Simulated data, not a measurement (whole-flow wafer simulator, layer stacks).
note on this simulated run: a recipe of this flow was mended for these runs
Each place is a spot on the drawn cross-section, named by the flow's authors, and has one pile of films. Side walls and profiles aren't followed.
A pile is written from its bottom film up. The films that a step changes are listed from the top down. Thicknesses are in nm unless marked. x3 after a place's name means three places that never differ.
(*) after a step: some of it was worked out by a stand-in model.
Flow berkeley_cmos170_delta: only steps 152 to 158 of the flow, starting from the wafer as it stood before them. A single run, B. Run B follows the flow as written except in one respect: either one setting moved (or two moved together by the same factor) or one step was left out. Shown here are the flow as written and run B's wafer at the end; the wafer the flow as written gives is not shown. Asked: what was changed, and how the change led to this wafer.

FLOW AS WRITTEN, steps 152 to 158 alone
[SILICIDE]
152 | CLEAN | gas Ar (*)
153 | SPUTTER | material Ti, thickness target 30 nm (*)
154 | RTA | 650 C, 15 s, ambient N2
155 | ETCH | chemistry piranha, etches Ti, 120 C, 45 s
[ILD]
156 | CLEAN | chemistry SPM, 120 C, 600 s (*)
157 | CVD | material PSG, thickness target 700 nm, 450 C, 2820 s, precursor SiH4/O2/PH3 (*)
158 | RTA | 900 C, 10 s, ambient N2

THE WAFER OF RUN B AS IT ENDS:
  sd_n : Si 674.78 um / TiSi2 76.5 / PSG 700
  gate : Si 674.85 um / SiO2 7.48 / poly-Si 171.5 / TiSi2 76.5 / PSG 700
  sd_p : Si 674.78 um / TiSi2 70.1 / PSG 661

What caused this: step 153, SPUTTER: thickness target 41 nm was run, whereas the flow has thickness target 30 nm.

How this came from the change, step by step:
  153 | SPUTTER | material Ti, thickness target 30 nm (*)
      field, sd_n, spacer_n, gate, spacer_p, gate_p, contact x2: +41 Ti (new film) (as written it would have been: +30 Ti (new film))
      sd_p: +37.6 Ti (new film) (as written it would have been: +27.5 Ti (new film))
  154 | RTA | 650 C, 15 s, ambient N2
      sd_n, contact x2: -32 Ti, +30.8 TiSi first (new film), +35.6 TiSi2 C49 (new film), -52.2 Si (as written it would have been: -23.4 Ti, +6.2 TiSi first (new film), +50.3 TiSi2 C49 (new film), -49 Si)
      gate, gate_p: -32 Ti, +30.8 TiSi first (new film), +35.6 TiSi2 C49 (new film), -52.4 poly-Si (as written it would have been: -23.4 Ti, +6.2 TiSi first (new film), +50.3 TiSi2 C49 (new film), -49.2 poly-Si)
      (also at 1 further place)
  155 | ETCH | chemistry piranha, etches Ti, 120 C, 45 s
      sd_n, gate, gate_p, contact x2: -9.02 Ti (all of it), -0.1 TiSi first (as written it would have been: -6.6 Ti (all of it), -0.1 TiSi first)
      field, spacer_n, spacer_p: -41 Ti (all of it) (as written it would have been: -30 Ti (all of it))
      (also at 1 further place)
  158 | RTA | 900 C, 10 s, ambient N2
      sd_n, contact x2: under 1 film: +76.5 TiSi2 (new film), -30.7 TiSi first (all of it), -35.6 TiSi2 C49 (all of it), -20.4 Si (as written it would have been: under 1 film: +55.9 TiSi2 (new film), -6.09 TiSi first (all of it), -50.3 TiSi2 C49 (all of it), -4.05 Si)
      gate, gate_p: under 1 film: +76.5 TiSi2 (new film), -30.7 TiSi first (all of it), -35.6 TiSi2 C49 (all of it), -20.4 poly-Si (as written it would have been: under 1 film: +55.9 TiSi2 (new film), -6.09 TiSi first (all of it), -50.3 TiSi2 C49 (all of it), -4.06 poly-Si)
      (also at 1 further place)
